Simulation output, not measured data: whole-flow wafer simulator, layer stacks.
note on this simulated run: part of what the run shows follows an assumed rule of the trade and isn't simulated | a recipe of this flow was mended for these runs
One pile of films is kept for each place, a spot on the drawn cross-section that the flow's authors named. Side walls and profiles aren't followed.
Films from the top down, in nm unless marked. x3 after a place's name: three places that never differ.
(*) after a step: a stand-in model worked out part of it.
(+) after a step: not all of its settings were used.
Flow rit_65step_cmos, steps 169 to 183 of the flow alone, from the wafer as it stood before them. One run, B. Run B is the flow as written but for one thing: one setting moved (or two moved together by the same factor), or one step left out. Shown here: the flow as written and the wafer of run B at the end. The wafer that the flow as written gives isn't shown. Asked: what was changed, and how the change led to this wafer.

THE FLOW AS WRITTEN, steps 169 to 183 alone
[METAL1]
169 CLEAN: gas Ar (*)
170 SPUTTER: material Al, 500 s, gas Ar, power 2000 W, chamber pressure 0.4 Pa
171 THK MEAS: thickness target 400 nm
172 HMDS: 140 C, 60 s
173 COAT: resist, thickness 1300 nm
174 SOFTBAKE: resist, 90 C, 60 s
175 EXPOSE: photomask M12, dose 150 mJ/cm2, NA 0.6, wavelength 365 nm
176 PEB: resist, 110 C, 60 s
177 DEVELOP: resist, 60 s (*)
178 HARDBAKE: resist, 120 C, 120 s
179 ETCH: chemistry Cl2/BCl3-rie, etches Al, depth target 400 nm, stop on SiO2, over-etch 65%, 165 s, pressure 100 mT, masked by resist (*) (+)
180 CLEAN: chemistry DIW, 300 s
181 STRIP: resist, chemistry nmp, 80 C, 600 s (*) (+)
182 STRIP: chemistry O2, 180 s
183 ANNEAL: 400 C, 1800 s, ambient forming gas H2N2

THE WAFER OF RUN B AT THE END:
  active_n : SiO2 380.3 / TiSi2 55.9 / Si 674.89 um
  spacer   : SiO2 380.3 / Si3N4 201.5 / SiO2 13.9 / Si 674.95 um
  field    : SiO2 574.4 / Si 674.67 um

The cause: step 170, SPUTTER: 700 s was run, where the flow has 500 s.

How the change led to this, step by step:
  170 SPUTTER: material Al, 500 s, gas Ar, power 2000 W, chamber pressure 0.4 Pa
      field, field_pw, field_nw and 10 more: Al +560 (new film) (as written it would be: Al +400 (new film))
      contact: Al +344.1 (new film) (as written it would be: Al +255.4 (new film))
  173 COAT: resist, thickness 1300 nm
      contact: resist +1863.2 (new film) (as written it would be: resist +1785.1 (new film))
  176 PEB: resist, 110 C, 60 s
      contact: resist -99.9 (as written it would be: resist -95.5)
  178 HARDBAKE: resist, 120 C, 120 s
      contact: resist -65.2 (as written it would be: resist -62.1)
  179 ETCH: chemistry Cl2/BCl3-rie, etches Al, depth target 400 nm, stop on SiO2, over-etch 65%, 165 s, pressure 100 mT, masked by resist (*) (+)
      field, field_pw, field_nw and 9 more: Al -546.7 (all of it), SiO2 -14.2 (as written it would be: Al -386.7 (all of it), SiO2 -34.2)
  181 STRIP: resist, chemistry nmp, 80 C, 600 s (*) (+)
      contact: resist -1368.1 (all of it) (as written it would be: resist -1297.5 (all of it))
